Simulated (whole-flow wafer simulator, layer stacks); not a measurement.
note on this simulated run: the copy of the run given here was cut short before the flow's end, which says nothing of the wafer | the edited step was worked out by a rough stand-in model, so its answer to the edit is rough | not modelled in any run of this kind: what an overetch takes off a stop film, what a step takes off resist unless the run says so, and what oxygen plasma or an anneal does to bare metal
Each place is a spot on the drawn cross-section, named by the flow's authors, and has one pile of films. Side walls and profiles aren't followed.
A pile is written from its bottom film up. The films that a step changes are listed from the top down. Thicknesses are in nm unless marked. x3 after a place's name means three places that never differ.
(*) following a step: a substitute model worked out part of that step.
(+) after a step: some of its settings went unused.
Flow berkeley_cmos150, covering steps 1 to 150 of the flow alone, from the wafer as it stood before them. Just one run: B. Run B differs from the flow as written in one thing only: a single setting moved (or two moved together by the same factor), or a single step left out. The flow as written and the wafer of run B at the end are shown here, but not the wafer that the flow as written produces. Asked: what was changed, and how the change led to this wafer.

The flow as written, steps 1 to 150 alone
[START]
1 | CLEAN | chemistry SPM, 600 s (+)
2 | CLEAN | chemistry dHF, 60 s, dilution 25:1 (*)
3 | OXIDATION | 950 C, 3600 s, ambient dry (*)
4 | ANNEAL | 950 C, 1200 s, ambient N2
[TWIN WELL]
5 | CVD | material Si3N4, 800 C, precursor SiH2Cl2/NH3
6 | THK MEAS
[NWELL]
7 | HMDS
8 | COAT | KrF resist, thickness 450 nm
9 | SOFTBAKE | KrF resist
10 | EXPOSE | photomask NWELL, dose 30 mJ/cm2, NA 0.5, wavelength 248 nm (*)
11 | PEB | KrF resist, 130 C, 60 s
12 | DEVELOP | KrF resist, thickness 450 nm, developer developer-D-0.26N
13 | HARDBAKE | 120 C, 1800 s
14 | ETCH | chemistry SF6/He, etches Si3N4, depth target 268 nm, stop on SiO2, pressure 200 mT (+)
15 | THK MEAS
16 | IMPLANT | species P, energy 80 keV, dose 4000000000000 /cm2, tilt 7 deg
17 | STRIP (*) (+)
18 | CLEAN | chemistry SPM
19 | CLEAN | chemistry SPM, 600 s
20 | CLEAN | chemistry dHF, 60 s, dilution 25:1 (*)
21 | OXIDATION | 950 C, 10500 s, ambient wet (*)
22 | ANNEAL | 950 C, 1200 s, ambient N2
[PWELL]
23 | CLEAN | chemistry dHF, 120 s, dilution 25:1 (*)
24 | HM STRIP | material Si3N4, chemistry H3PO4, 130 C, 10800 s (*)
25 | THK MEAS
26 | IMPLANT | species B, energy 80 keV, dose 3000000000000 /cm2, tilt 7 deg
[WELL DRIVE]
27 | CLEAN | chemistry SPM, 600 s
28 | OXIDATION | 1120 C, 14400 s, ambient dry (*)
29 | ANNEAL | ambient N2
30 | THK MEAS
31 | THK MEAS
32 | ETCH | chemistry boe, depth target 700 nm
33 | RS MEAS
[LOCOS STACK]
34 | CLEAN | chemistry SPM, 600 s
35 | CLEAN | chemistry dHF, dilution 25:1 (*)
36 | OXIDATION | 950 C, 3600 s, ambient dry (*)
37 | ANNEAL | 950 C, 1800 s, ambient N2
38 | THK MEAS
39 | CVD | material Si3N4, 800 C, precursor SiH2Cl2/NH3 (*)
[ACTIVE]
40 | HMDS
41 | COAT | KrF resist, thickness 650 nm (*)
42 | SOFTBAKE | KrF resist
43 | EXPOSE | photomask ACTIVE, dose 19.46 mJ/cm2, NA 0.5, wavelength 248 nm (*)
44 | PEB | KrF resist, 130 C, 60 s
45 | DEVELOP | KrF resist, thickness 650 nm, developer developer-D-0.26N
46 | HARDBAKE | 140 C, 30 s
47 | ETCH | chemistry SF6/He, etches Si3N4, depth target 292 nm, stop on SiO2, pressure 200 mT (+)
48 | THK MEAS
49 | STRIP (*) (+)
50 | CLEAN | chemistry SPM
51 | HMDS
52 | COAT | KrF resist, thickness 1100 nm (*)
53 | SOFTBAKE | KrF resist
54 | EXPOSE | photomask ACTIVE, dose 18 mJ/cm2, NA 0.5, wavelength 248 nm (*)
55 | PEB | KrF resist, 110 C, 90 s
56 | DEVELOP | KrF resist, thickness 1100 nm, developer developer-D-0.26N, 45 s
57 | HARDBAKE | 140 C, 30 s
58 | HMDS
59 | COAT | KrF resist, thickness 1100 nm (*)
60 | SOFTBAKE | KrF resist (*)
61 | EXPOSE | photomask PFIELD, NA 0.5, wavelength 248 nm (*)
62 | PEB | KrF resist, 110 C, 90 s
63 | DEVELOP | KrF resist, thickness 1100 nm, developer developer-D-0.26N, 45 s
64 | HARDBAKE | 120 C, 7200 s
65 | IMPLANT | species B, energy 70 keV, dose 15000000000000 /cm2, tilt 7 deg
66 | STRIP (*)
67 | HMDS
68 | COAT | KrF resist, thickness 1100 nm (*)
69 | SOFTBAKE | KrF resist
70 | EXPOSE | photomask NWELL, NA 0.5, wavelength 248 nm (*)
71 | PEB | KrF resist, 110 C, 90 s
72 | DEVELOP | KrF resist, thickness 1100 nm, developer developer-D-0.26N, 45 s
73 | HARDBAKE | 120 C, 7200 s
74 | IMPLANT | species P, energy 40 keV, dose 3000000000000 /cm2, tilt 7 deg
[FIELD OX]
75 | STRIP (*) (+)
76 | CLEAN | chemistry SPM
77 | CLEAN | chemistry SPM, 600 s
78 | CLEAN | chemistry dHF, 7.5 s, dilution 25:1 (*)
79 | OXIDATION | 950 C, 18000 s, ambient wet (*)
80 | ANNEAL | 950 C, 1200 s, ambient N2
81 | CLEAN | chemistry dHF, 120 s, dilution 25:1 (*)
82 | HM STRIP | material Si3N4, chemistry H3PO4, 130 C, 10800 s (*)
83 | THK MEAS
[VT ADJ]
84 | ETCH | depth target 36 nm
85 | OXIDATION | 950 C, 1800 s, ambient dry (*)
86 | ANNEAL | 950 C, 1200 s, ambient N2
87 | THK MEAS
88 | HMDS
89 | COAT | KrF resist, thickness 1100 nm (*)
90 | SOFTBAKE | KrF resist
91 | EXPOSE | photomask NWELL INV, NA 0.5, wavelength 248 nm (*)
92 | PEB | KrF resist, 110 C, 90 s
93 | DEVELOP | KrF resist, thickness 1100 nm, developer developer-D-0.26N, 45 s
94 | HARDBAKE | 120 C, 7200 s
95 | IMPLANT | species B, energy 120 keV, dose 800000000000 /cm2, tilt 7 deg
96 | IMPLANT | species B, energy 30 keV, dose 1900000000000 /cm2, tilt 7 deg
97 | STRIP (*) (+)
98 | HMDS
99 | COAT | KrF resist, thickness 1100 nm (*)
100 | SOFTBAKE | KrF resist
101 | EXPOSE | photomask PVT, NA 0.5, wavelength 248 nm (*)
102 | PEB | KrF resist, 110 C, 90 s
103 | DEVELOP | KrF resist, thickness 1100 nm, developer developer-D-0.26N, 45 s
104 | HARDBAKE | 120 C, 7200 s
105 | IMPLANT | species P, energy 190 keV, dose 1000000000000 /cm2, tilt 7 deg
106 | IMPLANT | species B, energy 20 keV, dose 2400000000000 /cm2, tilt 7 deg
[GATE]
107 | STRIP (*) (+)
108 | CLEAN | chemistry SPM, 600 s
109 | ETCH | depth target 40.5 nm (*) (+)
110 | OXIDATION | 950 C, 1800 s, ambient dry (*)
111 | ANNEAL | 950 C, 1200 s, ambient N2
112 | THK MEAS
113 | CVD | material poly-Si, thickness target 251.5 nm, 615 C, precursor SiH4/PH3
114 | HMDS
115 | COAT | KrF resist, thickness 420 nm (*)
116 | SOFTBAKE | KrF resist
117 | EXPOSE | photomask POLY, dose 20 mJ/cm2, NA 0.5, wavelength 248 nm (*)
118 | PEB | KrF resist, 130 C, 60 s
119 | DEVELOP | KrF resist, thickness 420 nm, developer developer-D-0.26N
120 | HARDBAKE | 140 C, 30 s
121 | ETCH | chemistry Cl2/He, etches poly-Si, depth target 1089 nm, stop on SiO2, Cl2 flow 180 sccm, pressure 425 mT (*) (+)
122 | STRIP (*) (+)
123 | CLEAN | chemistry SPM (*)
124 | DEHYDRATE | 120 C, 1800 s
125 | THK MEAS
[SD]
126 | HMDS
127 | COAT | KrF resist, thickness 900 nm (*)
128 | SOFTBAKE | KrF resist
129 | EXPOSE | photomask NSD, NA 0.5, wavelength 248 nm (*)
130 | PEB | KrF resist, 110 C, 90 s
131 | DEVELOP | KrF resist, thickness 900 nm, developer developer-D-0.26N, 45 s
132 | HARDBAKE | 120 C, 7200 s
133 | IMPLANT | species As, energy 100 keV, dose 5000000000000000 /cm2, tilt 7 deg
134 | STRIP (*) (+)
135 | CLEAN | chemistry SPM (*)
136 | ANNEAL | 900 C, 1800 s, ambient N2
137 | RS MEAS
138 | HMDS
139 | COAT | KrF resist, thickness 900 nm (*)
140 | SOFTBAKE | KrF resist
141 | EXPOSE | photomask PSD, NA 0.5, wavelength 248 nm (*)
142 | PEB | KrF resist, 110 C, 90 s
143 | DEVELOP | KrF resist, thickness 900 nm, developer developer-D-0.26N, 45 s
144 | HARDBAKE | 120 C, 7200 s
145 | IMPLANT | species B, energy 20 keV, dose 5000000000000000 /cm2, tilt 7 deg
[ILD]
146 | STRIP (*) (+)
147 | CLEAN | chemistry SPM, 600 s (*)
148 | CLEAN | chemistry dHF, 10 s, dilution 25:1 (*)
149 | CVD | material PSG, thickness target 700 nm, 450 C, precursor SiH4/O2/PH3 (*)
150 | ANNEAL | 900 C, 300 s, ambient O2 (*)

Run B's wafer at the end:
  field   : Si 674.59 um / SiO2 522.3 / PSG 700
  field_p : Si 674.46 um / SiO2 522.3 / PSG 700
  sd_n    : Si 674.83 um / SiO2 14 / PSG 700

Cause: step 110, OXIDATION: 1620 s was run, whereas the flow has 1800 s.

The path from the change to this, step by step:
  110 | OXIDATION | 950 C, 1800 s, ambient dry (*)
      sd_n, gate_n, sd_p, gate_p, m1: SiO2 gains 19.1 (new film), Si loses 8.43 (as written it would have been: SiO2 gains 20.4 (new film), Si loses 8.98)
      contact: SiO2 gains 19.1 (new film), Si loses 8.42 (as written it would have been: SiO2 gains 20.4 (new film), Si loses 8.98)
